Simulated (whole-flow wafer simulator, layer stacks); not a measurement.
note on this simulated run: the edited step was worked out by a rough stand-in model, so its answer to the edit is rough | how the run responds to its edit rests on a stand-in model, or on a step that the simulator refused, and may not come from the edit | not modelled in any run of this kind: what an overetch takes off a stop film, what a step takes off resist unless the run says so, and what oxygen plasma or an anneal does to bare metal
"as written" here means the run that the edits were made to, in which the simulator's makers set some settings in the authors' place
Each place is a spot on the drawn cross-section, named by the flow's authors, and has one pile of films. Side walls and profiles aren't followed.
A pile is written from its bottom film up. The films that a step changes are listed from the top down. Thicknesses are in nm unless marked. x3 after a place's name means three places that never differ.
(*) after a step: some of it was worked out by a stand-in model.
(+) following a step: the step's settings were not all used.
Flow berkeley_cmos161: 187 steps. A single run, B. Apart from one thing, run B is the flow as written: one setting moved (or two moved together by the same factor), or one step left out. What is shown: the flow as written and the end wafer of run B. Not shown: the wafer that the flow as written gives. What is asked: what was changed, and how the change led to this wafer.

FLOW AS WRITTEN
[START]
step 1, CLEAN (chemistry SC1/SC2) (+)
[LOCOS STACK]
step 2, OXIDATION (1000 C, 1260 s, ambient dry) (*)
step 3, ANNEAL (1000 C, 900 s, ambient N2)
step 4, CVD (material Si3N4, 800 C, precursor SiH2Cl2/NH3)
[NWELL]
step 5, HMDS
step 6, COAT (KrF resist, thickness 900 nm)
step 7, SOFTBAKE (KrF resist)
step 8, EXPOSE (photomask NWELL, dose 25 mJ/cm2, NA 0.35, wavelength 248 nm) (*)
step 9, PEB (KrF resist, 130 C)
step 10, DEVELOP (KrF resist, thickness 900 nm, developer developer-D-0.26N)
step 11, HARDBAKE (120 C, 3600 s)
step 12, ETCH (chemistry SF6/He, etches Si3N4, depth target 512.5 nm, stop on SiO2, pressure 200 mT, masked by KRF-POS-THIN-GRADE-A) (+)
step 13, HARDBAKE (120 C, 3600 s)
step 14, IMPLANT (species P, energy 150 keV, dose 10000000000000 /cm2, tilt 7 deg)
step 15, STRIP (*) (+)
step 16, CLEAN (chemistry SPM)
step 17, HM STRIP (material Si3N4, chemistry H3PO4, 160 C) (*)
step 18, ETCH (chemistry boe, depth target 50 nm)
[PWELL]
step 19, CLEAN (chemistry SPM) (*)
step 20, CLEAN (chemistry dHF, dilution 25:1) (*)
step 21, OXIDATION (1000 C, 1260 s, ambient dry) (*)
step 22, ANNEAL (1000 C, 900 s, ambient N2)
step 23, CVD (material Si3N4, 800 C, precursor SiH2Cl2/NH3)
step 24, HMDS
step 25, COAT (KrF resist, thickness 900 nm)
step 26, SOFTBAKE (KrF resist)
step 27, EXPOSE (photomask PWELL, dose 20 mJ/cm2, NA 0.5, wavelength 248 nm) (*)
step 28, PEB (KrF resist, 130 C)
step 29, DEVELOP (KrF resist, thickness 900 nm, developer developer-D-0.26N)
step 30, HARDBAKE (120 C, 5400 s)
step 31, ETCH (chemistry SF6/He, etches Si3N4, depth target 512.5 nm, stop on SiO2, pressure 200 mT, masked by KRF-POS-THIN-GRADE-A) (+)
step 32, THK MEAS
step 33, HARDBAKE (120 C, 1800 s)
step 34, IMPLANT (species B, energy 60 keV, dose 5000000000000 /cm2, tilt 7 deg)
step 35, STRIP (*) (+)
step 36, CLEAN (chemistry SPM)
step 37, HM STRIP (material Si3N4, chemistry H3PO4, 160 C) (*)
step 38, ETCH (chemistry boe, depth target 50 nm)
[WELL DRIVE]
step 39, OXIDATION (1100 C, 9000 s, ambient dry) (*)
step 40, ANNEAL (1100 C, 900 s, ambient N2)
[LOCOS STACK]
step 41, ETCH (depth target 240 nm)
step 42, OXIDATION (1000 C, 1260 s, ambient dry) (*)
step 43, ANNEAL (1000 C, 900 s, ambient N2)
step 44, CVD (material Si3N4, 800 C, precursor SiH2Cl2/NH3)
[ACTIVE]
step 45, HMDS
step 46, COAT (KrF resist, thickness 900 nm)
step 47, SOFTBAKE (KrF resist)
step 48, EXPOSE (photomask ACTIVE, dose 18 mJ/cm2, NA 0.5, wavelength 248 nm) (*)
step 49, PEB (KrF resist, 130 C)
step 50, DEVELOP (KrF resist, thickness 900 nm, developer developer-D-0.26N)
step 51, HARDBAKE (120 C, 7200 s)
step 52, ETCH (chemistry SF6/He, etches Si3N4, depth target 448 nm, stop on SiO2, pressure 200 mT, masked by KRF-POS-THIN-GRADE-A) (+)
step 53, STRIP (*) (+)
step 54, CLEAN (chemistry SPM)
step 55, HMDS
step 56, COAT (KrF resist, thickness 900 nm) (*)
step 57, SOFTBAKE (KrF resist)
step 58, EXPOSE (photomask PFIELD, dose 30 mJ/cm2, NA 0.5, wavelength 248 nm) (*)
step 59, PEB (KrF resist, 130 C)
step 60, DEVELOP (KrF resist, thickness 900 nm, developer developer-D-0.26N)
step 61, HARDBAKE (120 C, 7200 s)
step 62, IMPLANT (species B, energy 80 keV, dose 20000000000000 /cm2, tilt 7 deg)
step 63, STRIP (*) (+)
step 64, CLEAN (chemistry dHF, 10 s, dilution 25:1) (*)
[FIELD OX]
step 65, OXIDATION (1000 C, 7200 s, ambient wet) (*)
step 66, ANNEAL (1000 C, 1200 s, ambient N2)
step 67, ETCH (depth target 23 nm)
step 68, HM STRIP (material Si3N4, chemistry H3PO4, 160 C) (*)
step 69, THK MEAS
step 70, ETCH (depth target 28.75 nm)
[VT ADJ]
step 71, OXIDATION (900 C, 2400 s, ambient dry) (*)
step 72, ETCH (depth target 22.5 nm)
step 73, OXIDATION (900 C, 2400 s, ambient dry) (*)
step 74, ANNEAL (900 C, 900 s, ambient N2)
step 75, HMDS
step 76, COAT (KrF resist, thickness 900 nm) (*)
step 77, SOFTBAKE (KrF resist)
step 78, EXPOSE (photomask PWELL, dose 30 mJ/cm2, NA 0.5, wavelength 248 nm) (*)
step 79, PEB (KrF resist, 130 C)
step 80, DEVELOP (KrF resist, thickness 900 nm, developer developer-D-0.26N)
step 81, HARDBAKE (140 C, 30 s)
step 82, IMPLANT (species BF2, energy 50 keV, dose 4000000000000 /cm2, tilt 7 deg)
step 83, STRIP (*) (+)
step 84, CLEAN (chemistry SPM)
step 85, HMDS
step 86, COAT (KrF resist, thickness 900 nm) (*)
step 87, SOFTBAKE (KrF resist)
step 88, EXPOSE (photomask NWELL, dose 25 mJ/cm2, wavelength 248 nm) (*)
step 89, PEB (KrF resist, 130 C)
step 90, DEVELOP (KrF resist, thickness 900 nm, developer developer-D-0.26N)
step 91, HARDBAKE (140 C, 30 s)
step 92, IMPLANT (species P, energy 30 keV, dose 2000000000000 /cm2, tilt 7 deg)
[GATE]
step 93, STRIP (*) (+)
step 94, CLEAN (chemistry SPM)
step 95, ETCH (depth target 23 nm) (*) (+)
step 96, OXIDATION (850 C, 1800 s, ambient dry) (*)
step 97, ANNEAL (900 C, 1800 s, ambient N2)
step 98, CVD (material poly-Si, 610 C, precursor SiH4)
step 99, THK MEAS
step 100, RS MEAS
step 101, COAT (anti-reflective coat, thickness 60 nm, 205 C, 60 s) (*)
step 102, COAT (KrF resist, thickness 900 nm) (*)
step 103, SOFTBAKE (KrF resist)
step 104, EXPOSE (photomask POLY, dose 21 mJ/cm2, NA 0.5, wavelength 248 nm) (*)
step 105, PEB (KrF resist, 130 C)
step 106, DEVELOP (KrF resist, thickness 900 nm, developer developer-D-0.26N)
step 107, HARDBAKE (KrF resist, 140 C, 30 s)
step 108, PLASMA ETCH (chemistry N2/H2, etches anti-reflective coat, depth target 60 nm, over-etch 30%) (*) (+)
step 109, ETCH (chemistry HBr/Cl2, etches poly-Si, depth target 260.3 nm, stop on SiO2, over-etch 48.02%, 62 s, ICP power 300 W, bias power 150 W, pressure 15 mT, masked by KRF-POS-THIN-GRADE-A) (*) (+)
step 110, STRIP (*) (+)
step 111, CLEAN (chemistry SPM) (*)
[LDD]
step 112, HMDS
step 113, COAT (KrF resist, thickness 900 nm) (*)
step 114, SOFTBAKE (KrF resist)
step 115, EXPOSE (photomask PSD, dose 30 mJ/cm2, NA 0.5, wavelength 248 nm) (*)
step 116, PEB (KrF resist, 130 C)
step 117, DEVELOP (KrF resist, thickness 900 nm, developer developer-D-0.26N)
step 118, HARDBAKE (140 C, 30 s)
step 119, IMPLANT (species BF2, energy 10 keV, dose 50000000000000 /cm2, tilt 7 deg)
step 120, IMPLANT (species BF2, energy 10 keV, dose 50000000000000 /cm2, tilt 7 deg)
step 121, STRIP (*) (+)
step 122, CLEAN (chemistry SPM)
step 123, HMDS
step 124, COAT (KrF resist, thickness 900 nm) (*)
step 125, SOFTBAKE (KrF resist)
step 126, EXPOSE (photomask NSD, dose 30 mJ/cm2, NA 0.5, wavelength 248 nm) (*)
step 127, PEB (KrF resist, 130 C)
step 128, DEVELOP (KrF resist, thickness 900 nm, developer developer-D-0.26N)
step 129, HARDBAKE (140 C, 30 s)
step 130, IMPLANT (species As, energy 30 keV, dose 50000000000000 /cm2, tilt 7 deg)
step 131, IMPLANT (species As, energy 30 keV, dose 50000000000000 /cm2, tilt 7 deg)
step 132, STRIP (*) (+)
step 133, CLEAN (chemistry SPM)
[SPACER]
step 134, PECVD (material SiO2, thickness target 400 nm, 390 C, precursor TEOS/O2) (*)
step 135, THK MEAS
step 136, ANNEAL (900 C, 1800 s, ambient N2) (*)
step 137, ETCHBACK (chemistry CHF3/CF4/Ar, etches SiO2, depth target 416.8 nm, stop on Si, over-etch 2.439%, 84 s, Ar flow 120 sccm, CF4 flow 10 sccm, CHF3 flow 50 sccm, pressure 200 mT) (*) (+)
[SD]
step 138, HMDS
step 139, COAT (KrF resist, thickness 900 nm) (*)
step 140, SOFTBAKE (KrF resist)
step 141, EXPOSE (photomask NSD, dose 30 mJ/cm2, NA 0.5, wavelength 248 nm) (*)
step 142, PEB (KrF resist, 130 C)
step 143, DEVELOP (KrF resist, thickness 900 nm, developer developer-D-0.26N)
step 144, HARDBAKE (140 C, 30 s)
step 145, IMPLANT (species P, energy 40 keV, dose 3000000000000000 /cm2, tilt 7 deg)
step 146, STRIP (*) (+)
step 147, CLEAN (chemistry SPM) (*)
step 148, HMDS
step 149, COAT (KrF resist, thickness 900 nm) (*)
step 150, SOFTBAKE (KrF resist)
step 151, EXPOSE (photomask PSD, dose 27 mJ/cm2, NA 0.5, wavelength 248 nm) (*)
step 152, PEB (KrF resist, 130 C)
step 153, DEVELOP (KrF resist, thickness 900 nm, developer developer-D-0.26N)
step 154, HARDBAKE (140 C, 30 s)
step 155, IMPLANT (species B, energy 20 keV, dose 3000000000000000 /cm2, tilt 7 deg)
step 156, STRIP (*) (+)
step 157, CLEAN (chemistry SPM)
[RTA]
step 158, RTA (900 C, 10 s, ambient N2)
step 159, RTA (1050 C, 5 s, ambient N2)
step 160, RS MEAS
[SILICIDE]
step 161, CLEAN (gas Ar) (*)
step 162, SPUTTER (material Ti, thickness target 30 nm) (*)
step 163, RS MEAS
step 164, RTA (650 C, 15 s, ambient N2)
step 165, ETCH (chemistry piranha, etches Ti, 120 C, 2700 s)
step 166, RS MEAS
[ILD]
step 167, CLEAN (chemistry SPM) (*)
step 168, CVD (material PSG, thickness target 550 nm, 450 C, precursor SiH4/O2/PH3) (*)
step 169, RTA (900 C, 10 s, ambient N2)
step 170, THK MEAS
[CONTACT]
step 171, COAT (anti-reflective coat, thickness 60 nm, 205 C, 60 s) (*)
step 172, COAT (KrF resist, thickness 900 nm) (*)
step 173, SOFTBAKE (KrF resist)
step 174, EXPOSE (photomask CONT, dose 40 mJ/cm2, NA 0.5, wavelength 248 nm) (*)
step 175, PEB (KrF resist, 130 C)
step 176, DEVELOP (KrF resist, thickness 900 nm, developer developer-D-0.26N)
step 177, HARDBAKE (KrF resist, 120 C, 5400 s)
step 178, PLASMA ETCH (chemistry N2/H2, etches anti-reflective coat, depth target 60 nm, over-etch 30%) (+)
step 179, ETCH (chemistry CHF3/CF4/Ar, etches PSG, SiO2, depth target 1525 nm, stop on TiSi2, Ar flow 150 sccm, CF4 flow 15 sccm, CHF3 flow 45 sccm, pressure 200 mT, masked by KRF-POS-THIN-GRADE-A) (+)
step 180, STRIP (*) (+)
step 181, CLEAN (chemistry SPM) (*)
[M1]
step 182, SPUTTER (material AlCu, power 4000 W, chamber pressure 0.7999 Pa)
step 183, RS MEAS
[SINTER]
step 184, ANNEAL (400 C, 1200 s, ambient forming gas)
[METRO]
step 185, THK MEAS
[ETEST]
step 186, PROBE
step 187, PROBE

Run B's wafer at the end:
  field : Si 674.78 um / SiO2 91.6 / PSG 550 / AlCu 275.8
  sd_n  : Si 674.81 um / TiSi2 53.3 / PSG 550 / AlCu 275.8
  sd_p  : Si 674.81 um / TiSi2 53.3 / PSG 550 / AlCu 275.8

What caused this: step 65, OXIDATION: 900 C was run, whereas the flow has 1000 C.

How this came from the change, step by step:
  step 65, OXIDATION (1000 C, 7200 s, ambient wet) (*)
      spacer_n, gate_n, spacer_p, gate_p, contact, m1: +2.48 SiO2 (new film), -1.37 Si3N4 (as written it would have been: +12.1 SiO2 (new film), -6.7 Si3N4)
      sd_n, sd_p: +2.48 SiO2 (new film), -1.37 Si3N4, +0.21 SiO2, -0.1 Si (as written it would have been: +12.1 SiO2 (new film), -6.7 Si3N4, +0.25 SiO2, -0.15 Si)
      (also at 1 further place)
  step 67, ETCH (depth target 23 nm)
      sd_n, spacer_n, gate_n, sd_p, spacer_p, gate_p, contact, m1: -2.48 SiO2 (all of it) (as written it would have been: -12.1 SiO2 (all of it))
  step 68, HM STRIP (material Si3N4, chemistry H3PO4, 160 C) (*)
      sd_n, spacer_n, gate_n, sd_p, spacer_p, gate_p, contact, m1: -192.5 Si3N4 (all of it), -1.8 SiO2 (as written it would have been: -187.1 Si3N4 (all of it), -1.75 SiO2)
  step 71, OXIDATION (900 C, 2400 s, ambient dry) (*)
      field: +3.2 SiO2, -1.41 Si (as written it would have been: +1.56 SiO2, -0.69 Si)
  step 73, OXIDATION (900 C, 2400 s, ambient dry) (*)
      field: +3.41 SiO2, -1.5 Si (as written it would have been: +1.61 SiO2, -0.71 Si)
  step 76, COAT (KrF resist, thickness 900 nm) (*)
      field: +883 KrF resist (new film) (as written it would have been: +836.5 KrF resist (new film))
      sd_n: +932.1 KrF resist (new film) (as written it would have been: +1024.5 KrF resist (new film))
      (also at 7 further places)
  step 80, DEVELOP (KrF resist, thickness 900 nm, developer developer-D-0.26N)
      field: -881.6 KrF resist (all of it) (as written it would have been: -835.2 KrF resist (all of it))
      sd_n: -930.6 KrF resist (all of it) (as written it would have been: -1022.8 KrF resist (all of it))
      (also at 3 further places)
  step 81, HARDBAKE (140 C, 30 s)
      sd_p: -150 KrF resist (as written it would have been: -162.1 KrF resist)
      spacer_p: -149.2 KrF resist (as written it would have been: -158.7 KrF resist)
      (also at 2 further places)
  step 83, STRIP (*) (+)
      sd_p: -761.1 KrF resist (all of it) (as written it would have been: -824.2 KrF resist (all of it))
      spacer_p: -757.1 KrF resist (all of it) (as written it would have been: -806.6 KrF resist (all of it))
      (also at 2 further places)
  step 86, COAT (KrF resist, thickness 900 nm) (*)
      field: +883 KrF resist (new film) (as written it would have been: +836.5 KrF resist (new film))
      sd_n: +932.1 KrF resist (new film) (as written it would have been: +1024.5 KrF resist (new film))
      (also at 7 further places)
  step 90, DEVELOP (KrF resist, thickness 900 nm, developer developer-D-0.26N)
      sd_p: -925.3 KrF resist (all of it) (as written it would have been: -1000.6 KrF resist (all of it))
      spacer_p: -920.5 KrF resist (all of it) (as written it would have been: -979.5 KrF resist (all of it))
      (also at 1 further place)
  step 91, HARDBAKE (140 C, 30 s)
      spacer_n, gate_n: -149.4 KrF resist (as written it would have been: -159.3 KrF resist)
      field: -142.8 KrF resist (as written it would have been: -135.4 KrF resist)
      (also at 3 further places)
  step 93, STRIP (*) (+)
      field: -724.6 KrF resist (all of it) (as written it would have been: -685.6 KrF resist (all of it))
      sd_n: -765.5 KrF resist (all of it) (as written it would have been: -842.9 KrF resist (all of it))
      (also at 4 further places)
  step 96, OXIDATION (850 C, 1800 s, ambient dry) (*)
      field: +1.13 SiO2, -0.5 Si (as written it would have been: +0.49 SiO2, -0.22 Si)
  step 101, COAT (anti-reflective coat, thickness 60 nm, 205 C, 60 s) (*)
      field: +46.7 anti-reflective coat (new film) (as written it would have been: +35.1 anti-reflective coat (new film))
      sd_n: +79.6 anti-reflective coat (new film) (as written it would have been: +173.5 anti-reflective coat (new film))
      (also at 7 further places)
  step 102, COAT (KrF resist, thickness 900 nm) (*)
      field: +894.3 KrF resist (new film) (as written it would have been: +867.4 KrF resist (new film))
      spacer_n: +919 KrF resist (new film) (as written it would have been: +1040.8 KrF resist (new film))
      (also at 6 further places)
  ... 29 other steps ...
  step 182, SPUTTER (material AlCu, power 4000 W, chamber pressure 0.7999 Pa)
      sd_p: +275.8 AlCu (new film) (as written it would have been: +234.7 AlCu (new film))
